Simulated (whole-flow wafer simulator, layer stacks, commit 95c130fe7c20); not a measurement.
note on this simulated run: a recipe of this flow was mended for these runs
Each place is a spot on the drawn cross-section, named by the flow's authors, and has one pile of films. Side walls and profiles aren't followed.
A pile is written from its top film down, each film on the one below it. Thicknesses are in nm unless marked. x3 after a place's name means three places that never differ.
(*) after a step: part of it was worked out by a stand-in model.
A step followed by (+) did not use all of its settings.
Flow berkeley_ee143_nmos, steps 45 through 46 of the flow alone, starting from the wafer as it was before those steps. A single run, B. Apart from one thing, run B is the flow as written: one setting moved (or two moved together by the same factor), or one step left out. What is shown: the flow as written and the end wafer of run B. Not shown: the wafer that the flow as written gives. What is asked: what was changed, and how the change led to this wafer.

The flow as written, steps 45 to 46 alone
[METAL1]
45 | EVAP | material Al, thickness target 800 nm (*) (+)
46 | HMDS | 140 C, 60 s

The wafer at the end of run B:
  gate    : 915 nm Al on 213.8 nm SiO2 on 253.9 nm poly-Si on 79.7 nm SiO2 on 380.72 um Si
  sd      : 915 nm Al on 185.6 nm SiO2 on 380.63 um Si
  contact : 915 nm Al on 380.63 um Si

The reason: step 45, EVAP: thickness target 915 nm was run, whereas the flow has thickness target 800 nm.
The wafer itself shows it: gate has Al 915, and step 45 as written asks for 800 nm.

How this came from the change, step by step:
  45 | EVAP | material Al, thickness target 800 nm (*) (+)
      gate, sd, contact, field: Al gains 915 (new film) (it would be, as written: Al gains 800 (new film))
